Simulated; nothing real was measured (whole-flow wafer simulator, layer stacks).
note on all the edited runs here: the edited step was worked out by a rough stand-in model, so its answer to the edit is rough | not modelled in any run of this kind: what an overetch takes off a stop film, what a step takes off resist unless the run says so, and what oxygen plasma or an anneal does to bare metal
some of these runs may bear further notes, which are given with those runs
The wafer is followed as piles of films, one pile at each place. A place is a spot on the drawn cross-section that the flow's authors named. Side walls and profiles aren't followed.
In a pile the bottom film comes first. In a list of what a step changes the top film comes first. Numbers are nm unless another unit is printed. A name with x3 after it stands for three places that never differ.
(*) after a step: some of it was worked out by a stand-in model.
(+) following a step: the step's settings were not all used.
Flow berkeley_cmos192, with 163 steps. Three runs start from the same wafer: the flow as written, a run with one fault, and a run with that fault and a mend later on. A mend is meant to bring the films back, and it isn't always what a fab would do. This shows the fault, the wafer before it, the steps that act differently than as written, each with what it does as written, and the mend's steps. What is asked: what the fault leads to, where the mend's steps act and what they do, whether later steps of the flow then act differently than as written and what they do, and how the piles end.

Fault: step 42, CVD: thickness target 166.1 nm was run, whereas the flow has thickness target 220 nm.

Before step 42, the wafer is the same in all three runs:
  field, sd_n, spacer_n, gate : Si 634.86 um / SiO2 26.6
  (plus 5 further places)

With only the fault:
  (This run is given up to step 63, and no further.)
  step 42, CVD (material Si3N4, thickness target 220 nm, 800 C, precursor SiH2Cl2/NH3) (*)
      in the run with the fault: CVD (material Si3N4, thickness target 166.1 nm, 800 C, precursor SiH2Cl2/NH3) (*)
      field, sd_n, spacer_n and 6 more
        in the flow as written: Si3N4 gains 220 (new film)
        in the run with the fault: Si3N4 gains 166.1 (new film)
  Later steps of the flow acting differently than as written (2 more steps, not shown, differ only slightly: by at most 2% or 0.5 nm, whichever is larger):
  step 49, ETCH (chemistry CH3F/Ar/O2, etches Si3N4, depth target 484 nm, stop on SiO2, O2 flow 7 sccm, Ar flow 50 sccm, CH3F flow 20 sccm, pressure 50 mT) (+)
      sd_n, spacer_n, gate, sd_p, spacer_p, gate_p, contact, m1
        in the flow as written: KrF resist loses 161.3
        in the run with the fault: KrF resist loses 125.4
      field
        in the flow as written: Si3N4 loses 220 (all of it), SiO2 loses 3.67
        in the run with the fault: Si3N4 loses 166.1 (all of it), SiO2 loses 3.67
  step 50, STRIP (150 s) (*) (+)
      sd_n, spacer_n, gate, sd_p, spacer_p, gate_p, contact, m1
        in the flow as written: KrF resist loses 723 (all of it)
        in the run with the fault: KrF resist loses 759 (all of it)
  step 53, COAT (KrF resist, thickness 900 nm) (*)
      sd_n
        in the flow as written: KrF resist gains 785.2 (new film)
        in the run with the fault: KrF resist gains 812.6 (new film)
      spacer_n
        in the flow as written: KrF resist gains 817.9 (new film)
        in the run with the fault: KrF resist gains 837 (new film)
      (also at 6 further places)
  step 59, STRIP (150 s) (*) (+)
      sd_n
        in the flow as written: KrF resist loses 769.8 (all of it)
        in the run with the fault: KrF resist loses 797.2 (all of it)
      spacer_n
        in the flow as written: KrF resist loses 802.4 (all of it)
        in the run with the fault: KrF resist loses 821.5 (all of it)
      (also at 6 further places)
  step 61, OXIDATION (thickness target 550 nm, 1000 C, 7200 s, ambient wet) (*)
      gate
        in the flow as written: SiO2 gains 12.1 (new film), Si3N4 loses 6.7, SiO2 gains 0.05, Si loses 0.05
        in the run with the fault: SiO2 gains 12.1 (new film), Si3N4 loses 6.7
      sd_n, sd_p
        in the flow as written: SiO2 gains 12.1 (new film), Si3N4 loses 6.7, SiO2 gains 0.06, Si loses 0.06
        in the run with the fault: SiO2 gains 12.1 (new film), Si3N4 loses 6.7, SiO2 gains 0.9, Si loses 0.41
  The piles after step 63 differ from the flow's at sd_n, spacer_n, gate, sd_p, spacer_p, gate_p, contact, m1 by more than 2% or 0.5 nm, whichever is larger.
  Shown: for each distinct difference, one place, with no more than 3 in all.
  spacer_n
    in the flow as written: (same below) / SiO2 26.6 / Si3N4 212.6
    in the run with the fault: (same below) / SiO2 26.6 / Si3N4 158.7
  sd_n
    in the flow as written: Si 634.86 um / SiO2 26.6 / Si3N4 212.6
    in the run with the fault: Si 634.86 um / SiO2 27.4 / Si3N4 158.7
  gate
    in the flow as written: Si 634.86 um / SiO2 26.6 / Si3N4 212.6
    in the run with the fault: Si 634.86 um / SiO2 26.6 / Si3N4 158.7

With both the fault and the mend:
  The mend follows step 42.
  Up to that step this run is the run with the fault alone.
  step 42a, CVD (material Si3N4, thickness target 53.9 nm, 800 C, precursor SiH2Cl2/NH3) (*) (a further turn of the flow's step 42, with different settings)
      field, sd_n, spacer_n and 6 more
        Si3N4 gains 53.9
  None of the later steps of the flow acts differently than as written at any place that is followed.
  At every place that both follow, the piles at the end match the flow's.
